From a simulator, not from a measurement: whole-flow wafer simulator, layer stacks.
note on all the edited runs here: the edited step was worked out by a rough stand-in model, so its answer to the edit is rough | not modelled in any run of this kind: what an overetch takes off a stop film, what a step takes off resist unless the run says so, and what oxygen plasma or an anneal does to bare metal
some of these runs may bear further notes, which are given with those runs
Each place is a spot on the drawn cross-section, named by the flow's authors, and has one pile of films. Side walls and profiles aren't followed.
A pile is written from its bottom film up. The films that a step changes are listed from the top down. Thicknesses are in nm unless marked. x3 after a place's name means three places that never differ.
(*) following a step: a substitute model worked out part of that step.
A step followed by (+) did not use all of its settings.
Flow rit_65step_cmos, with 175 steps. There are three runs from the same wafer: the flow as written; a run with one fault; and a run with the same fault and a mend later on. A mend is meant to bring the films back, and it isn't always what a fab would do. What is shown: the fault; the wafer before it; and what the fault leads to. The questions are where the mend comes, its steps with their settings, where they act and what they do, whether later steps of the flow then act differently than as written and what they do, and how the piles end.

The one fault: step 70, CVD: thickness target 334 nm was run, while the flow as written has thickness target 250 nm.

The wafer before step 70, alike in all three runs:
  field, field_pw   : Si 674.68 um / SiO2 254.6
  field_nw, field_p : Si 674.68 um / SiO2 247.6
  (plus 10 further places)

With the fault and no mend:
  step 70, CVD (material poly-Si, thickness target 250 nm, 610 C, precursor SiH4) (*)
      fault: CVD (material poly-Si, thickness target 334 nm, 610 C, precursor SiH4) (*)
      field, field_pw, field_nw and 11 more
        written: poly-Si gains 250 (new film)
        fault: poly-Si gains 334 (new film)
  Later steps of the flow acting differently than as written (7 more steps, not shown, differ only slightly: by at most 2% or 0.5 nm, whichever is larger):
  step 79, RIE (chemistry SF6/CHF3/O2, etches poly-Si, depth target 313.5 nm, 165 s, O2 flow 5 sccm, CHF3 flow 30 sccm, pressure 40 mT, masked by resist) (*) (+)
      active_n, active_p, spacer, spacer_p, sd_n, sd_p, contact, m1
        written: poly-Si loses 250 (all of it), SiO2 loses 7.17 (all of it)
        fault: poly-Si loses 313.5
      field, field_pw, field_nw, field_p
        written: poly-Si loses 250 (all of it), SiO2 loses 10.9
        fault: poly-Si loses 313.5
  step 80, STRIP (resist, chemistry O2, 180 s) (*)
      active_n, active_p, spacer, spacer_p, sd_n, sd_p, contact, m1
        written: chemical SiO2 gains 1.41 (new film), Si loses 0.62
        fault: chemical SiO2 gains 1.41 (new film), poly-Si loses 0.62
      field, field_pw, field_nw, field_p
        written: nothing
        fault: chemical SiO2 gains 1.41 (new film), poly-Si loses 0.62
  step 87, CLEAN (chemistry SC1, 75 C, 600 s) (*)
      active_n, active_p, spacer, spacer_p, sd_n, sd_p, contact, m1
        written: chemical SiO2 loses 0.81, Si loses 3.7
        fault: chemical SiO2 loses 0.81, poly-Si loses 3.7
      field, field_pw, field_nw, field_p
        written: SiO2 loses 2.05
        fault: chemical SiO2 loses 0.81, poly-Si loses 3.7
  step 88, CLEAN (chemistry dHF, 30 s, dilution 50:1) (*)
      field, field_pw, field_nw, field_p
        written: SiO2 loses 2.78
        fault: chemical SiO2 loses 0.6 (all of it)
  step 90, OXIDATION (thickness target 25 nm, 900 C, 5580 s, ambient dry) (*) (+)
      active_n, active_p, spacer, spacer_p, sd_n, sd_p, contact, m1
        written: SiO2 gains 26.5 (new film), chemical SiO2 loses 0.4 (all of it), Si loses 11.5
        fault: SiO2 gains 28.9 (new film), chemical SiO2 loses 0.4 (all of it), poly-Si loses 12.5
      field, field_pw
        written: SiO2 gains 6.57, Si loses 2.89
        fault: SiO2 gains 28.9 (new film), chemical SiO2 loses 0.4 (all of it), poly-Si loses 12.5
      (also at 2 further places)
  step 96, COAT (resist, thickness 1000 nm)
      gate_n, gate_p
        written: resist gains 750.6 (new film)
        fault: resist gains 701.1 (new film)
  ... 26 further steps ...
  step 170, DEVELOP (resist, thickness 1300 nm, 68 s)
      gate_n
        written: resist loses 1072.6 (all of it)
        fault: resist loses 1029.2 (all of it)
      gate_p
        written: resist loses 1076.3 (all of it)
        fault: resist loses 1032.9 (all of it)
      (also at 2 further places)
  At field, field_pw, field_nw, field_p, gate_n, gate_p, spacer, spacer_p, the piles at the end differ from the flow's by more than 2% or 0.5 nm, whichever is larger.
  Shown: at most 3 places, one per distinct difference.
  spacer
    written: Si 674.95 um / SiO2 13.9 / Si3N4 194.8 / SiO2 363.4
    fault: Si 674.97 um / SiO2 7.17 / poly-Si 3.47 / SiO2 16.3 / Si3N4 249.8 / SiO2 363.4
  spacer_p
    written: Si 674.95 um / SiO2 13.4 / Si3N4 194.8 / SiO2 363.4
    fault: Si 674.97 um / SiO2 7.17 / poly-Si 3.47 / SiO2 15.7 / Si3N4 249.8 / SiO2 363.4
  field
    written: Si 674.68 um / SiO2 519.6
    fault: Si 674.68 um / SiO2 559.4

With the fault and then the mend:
  The mend stands after step 71.
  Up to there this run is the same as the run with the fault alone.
  step 71a, ETCH (chemistry tmah, depth target 384.1 nm)
      field, field_pw, field_nw and 11 more
        poly-Si loses 334 (all of it)
  step 71b, CLEAN (chemistry SC2, 75 C, 600 s) (the flow's step 66, run once more)
      does not change any film at any place that is followed
  step 71c, CVD (material poly-Si, thickness target 250 nm, 610 C, precursor SiH4) (*) (the flow's step 70, run once more)
      field, field_pw, field_nw and 11 more
        poly-Si gains 250 (new film)
  Later steps of the flow that are run all act as written at every place that is followed.
  The piles end the same as the flow's at every place that both follow.
